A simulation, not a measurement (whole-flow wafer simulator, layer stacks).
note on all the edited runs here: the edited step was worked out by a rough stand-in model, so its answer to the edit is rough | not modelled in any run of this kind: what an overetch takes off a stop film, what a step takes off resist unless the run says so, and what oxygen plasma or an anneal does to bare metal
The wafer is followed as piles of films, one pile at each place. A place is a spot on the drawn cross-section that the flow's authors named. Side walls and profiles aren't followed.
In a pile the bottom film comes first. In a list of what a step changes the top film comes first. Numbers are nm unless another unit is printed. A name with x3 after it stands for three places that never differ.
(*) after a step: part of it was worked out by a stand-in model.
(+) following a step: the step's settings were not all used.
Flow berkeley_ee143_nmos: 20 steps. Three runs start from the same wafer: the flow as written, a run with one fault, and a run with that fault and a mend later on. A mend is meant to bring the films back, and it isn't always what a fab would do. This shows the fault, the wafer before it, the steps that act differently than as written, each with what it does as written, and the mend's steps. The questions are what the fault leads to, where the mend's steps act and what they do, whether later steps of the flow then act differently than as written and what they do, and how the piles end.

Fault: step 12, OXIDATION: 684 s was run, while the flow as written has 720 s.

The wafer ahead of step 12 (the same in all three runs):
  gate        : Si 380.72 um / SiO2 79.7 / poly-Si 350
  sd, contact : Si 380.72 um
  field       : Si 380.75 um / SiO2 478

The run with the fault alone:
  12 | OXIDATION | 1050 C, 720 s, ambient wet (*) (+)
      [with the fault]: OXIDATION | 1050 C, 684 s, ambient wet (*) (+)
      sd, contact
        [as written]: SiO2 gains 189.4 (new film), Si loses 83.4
        [with the fault]: SiO2 gains 182.6 (new film), Si loses 80.3
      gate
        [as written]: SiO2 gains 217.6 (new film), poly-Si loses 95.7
        [with the fault]: SiO2 gains 210.4 (new film), poly-Si loses 92.6
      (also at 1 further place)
  Steps later in the flow that act otherwise than as written:
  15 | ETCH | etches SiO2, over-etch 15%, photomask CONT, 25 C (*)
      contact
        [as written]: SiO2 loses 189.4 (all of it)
        [with the fault]: SiO2 loses 182.6 (all of it)
  The piles end different from the flow's at gate, sd by more than 2% or 0.5 nm, whichever is larger.
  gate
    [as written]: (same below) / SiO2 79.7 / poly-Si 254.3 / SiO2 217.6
    [with the fault]: (same below) / SiO2 79.7 / poly-Si 257.4 / SiO2 210.4
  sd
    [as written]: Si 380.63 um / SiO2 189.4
    [with the fault]: Si 380.64 um / SiO2 182.6

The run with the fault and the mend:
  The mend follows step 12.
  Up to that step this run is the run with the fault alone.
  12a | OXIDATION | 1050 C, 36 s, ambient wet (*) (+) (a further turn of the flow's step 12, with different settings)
      sd, contact
        SiO2 gains 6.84, Si loses 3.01
      gate
        SiO2 gains 7.22, poly-Si loses 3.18
      field
        SiO2 gains 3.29, Si loses 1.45
  Later steps of the flow that are run all act as written at every place that is followed.
  By the end, the piles equal the flow's at every place that both follow.
